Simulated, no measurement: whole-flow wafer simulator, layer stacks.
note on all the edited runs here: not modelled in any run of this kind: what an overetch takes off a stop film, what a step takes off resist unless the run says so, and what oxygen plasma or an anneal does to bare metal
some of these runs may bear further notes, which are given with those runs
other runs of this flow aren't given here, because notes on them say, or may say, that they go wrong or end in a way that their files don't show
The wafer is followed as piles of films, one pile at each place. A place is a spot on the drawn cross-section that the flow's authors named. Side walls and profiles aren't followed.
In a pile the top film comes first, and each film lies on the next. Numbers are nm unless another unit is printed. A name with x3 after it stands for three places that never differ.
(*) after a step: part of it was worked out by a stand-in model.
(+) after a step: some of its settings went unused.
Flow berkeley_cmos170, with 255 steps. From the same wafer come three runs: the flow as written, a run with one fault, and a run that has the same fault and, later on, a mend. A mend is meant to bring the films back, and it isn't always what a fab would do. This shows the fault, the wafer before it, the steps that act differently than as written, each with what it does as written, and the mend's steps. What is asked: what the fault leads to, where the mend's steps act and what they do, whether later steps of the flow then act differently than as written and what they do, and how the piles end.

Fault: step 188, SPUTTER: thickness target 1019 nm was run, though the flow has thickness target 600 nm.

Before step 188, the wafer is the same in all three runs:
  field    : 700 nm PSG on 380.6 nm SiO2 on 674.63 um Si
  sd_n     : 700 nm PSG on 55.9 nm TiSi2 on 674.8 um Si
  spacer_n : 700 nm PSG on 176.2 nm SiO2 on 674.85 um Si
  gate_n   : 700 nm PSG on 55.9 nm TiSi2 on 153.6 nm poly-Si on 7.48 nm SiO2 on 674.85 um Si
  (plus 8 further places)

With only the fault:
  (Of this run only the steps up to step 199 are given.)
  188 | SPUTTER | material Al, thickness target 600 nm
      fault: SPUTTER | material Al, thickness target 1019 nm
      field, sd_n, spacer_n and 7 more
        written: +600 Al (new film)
        fault: +1019 Al (new film)
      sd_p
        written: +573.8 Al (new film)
        fault: +988.5 Al (new film)
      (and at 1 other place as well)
  Steps further on in the flow that do not act as written (1 other step is not shown; it differs only slightly, by no more than 2% or 0.5 nm, whichever is larger):
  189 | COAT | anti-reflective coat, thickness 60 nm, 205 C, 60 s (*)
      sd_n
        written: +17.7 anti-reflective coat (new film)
        fault: +31.9 anti-reflective coat (new film)
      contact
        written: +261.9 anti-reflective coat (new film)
        fault: +333.6 anti-reflective coat (new film)
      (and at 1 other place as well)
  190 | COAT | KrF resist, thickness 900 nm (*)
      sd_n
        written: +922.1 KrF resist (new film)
        fault: +886.7 KrF resist (new film)
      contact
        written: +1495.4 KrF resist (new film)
        fault: +1539.2 KrF resist (new film)
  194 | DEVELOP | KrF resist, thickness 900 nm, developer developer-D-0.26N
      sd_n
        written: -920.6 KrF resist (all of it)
        fault: -885.3 KrF resist (all of it)
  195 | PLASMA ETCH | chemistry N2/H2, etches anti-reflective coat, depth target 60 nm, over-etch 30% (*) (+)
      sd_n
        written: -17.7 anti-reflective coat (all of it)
        fault: -31.9 anti-reflective coat (all of it)
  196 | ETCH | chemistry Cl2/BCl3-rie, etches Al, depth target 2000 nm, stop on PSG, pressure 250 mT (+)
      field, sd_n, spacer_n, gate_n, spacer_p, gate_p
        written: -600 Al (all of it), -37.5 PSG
        fault: -1019 Al (all of it), -37.5 PSG
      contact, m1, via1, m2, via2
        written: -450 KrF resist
        fault: -659.5 KrF resist
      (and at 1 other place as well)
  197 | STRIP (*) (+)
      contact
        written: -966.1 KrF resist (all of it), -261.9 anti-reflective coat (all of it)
        fault: -799.4 KrF resist (all of it), -333.6 anti-reflective coat (all of it)
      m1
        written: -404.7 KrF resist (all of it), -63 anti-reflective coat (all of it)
        fault: -190.9 KrF resist (all of it), -63.2 anti-reflective coat (all of it)
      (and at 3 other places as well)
  After step 199, at contact, m1, via1, m2, via2, the piles differ from the flow's by more than 2% or 0.5 nm, whichever is larger.
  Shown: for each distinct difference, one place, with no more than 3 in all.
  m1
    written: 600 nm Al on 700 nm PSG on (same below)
    fault: 1019 nm Al on 700 nm PSG on (same below)
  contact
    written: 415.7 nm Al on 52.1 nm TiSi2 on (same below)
    fault: 681.1 nm Al on 52.1 nm TiSi2 on (same below)

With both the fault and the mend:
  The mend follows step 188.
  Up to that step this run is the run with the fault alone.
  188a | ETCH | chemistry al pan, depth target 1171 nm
      field, sd_n, spacer_n and 7 more
        -1019 Al (all of it)
      sd_p
        -988.5 Al (all of it)
      contact
        -681.1 Al (all of it)
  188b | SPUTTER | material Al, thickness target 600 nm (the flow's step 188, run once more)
      field, sd_n, spacer_n and 7 more
        +600 Al (new film)
      sd_p
        +573.8 Al (new film)
      contact
        +415.7 Al (new film)
  Every later step of the flow that is run acts as written at every place that is followed.
  At every place that both follow, the piles at the end match the flow's.
